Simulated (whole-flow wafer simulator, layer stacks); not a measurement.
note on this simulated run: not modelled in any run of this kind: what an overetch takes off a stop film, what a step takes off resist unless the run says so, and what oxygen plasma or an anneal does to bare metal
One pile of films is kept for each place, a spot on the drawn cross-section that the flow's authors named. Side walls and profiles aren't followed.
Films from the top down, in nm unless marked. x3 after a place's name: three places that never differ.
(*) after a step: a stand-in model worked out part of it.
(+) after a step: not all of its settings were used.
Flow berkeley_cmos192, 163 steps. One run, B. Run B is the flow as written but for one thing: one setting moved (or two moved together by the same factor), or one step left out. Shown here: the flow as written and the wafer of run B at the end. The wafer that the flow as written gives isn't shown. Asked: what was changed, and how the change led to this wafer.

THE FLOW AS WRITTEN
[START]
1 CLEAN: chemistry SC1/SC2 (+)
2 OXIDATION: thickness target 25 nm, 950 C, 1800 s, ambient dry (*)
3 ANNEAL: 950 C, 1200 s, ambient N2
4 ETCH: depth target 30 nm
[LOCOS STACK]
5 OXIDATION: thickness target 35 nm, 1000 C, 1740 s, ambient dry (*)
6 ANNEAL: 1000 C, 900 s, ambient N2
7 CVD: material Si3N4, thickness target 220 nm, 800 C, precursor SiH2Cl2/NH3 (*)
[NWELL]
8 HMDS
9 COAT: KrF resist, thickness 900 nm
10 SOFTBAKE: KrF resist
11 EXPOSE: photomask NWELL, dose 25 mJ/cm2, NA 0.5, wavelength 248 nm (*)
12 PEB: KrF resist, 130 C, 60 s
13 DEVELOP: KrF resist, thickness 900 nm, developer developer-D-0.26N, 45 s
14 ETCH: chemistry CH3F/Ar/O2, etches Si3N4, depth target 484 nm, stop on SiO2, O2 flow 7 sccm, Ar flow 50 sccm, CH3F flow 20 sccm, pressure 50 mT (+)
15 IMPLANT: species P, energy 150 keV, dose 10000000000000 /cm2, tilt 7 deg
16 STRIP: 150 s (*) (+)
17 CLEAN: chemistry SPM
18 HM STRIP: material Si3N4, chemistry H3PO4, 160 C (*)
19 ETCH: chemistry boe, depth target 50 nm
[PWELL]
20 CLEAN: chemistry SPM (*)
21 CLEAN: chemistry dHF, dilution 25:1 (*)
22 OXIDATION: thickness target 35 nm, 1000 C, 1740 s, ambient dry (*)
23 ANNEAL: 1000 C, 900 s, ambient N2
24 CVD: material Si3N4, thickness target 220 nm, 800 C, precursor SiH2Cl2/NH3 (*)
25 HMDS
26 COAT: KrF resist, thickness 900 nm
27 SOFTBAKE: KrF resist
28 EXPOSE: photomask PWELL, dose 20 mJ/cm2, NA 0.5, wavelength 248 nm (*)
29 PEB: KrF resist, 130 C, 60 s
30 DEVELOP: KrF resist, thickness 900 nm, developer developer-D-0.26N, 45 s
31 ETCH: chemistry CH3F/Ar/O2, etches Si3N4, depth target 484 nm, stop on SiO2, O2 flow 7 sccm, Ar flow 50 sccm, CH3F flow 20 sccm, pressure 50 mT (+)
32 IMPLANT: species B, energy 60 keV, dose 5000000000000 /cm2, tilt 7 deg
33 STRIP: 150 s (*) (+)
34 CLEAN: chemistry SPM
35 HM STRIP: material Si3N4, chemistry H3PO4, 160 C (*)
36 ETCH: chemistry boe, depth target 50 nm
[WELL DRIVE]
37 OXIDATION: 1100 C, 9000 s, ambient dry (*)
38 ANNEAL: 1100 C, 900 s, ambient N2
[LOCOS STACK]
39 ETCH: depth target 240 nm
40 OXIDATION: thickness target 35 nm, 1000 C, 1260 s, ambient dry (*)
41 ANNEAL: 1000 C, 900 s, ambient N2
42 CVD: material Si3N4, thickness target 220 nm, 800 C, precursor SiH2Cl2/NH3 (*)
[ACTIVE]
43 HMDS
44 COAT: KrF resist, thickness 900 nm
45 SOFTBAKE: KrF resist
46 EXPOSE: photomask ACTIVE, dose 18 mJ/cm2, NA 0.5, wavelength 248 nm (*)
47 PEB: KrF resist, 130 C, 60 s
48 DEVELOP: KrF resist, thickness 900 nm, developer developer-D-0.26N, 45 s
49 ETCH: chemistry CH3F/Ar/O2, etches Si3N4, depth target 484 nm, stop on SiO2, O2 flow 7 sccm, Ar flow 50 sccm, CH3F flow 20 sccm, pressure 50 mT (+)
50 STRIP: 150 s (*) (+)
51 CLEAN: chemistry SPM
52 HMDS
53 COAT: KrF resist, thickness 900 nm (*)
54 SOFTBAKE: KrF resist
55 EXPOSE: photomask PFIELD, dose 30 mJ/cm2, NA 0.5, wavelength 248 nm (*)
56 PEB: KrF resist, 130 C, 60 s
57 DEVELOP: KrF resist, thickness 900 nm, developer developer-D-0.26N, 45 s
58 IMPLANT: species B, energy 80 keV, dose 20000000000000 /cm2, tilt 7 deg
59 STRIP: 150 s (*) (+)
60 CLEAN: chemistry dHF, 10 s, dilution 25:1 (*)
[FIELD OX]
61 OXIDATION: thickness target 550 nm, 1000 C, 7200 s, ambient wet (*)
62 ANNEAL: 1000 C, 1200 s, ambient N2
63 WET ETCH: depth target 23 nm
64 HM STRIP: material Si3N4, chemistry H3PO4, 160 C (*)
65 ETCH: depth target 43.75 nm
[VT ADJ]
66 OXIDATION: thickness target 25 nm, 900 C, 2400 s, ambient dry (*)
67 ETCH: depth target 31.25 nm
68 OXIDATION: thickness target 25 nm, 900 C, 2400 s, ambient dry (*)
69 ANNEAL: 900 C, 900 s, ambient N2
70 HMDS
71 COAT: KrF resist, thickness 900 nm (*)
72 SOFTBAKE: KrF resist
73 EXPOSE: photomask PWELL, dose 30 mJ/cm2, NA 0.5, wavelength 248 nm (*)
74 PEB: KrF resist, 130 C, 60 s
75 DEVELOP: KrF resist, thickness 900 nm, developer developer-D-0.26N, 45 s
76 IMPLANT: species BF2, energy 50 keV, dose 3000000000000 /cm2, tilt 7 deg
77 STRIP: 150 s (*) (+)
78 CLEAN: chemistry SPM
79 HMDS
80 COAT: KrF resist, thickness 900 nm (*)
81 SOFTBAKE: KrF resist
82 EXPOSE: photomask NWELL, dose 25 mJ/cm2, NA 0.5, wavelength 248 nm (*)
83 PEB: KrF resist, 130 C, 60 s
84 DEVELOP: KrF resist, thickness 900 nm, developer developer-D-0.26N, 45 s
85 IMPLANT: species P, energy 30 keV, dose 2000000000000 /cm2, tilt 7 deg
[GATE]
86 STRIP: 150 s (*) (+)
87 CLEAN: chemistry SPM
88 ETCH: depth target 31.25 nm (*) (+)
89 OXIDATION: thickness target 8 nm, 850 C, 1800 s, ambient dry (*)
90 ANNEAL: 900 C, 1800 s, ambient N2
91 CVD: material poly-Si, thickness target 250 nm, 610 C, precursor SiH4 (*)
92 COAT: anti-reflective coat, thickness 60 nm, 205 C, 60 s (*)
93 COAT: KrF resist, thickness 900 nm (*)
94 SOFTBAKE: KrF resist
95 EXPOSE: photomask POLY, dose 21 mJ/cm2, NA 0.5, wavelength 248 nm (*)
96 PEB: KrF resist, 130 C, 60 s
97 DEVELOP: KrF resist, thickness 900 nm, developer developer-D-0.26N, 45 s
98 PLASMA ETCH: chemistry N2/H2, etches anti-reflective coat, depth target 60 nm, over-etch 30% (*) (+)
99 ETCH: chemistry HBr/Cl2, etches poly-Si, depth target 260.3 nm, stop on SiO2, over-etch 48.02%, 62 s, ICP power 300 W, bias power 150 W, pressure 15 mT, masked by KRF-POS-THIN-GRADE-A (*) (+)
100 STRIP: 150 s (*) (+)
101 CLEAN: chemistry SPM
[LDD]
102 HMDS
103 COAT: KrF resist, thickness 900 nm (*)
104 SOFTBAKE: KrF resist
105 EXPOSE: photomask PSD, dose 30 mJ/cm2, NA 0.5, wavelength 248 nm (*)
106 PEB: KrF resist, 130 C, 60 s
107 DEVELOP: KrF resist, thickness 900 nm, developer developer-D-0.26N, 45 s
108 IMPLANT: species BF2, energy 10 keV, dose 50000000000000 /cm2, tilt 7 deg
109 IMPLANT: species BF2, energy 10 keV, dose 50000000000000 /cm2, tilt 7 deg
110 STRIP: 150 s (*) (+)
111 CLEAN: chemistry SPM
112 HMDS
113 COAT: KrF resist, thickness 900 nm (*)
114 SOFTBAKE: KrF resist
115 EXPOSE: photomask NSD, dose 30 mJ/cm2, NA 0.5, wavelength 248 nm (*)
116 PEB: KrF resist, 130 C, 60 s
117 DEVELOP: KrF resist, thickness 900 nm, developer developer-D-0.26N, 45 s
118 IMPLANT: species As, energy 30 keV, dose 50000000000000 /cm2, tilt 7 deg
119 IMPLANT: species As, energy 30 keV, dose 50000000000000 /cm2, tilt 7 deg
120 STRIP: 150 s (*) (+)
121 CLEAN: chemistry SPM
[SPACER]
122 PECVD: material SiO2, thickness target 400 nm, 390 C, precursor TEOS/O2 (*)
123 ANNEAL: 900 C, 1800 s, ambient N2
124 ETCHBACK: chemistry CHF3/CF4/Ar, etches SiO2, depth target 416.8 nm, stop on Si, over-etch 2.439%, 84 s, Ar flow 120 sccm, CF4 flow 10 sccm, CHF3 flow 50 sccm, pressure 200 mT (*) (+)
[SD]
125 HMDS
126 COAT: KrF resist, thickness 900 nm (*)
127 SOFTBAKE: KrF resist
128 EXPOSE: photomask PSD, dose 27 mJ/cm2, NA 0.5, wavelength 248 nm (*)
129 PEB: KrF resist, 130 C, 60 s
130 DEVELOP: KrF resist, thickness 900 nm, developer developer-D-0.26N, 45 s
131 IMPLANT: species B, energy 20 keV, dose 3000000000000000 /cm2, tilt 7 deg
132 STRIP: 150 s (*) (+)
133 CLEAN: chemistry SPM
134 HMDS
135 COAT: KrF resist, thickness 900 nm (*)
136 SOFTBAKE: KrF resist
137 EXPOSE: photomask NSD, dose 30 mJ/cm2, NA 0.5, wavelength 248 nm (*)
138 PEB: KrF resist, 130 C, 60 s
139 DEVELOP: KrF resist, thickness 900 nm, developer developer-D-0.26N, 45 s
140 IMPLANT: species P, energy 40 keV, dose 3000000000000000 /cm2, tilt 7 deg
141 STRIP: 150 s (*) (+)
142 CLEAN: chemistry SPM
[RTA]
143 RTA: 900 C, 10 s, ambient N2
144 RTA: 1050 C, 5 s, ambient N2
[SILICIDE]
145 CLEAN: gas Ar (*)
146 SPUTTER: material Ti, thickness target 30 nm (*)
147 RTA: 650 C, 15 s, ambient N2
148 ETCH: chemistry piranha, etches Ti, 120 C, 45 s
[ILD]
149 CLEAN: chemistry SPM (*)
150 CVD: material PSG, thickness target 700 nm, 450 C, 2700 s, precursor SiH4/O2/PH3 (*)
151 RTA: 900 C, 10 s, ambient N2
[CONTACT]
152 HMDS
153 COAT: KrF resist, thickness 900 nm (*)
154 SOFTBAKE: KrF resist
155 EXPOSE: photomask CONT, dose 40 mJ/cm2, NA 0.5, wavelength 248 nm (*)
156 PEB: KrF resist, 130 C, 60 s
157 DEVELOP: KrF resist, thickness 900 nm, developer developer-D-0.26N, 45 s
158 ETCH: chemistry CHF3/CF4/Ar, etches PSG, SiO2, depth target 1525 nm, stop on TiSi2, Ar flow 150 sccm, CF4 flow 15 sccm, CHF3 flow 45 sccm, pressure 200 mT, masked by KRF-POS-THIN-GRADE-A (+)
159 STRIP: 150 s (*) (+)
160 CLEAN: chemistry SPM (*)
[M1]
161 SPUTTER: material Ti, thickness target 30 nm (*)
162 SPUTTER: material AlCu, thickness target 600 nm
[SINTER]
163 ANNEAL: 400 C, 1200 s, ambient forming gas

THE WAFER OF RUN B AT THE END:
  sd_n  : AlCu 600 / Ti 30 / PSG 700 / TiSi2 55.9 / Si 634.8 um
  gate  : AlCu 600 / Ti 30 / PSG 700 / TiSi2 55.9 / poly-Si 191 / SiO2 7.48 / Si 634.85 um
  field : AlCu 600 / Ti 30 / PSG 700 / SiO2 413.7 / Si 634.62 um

The cause: step 67, ETCH: depth target 12.5 nm was run, where the flow has depth target 31.25 nm.

How the change led to this, step by step:
  67 ETCH: depth target 31.25 nm
      sd_n, spacer_n, gate, sd_p, spacer_p, gate_p, contact, m1: SiO2 -12.5 (as written it would be: SiO2 -14.9 (all of it))
      field: SiO2 -12.5 (as written it would be: SiO2 -31.2)
  68 OXIDATION: thickness target 25 nm, 900 C, 2400 s, ambient dry (*)
      sd_n, spacer_n, gate, sd_p, spacer_p, gate_p, contact, m1: SiO2 +12.7, Si -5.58 (as written it would be: SiO2 +14.9 (new film), Si -6.57)
  92 COAT: anti-reflective coat, thickness 60 nm, 205 C, 60 s (*)
      sd_n: anti-reflective coat +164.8 (new film) (as written it would be: anti-reflective coat +152.4 (new film))
      spacer_n: anti-reflective coat +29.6 (new film) (as written it would be: anti-reflective coat +33.8 (new film))
      (and at 6 more places)
  98 PLASMA ETCH: chemistry N2/H2, etches anti-reflective coat, depth target 60 nm, over-etch 30% (*) (+)
      sd_n: anti-reflective coat -164.8 (all of it), poly-Si -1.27 (as written it would be: anti-reflective coat -152.4 (all of it), poly-Si -1.17)
      spacer_n: anti-reflective coat -29.6 (all of it), poly-Si -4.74 (as written it would be: anti-reflective coat -33.8 (all of it), poly-Si -4.21)
      (and at 4 more places)
  100 STRIP: 150 s (*) (+)
      gate: chemical SiO2 +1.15 (new film), KrF resist -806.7 (all of it), anti-reflective coat -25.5 (all of it), poly-Si -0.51 (as written it would be: chemical SiO2 +1.15 (new film), KrF resist -791.8 (all of it), anti-reflective coat -30 (all of it), poly-Si -0.51)
      gate_p: chemical SiO2 +1.15 (new film), KrF resist -774.8 (all of it), anti-reflective coat -27.9 (all of it), poly-Si -0.51 (as written it would be: chemical SiO2 +1.15 (new film), KrF resist -765.1 (all of it), anti-reflective coat -31 (all of it), poly-Si -0.51)
  147 RTA: 650 C, 15 s, ambient N2
      sd_p: Ti -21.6, TiSi first +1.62 (new film), TiSi2 C49 +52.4 (new film), Si -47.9 (as written it would be: Ti -21.9, TiSi first +2.35 (new film), TiSi2 C49 +52.1 (new film), Si -48.1)
  151 RTA: 900 C, 10 s, ambient N2
      sd_p: under 1 film: TiSi2 +51.5 (new film), TiSi first -1.52 (all of it), TiSi2 C49 -52.4 (all of it), Si -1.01 (as written it would be: under 1 film: TiSi2 +52.2 (new film), TiSi first -2.25 (all of it), TiSi2 C49 -52.1 (all of it), Si -1.5)
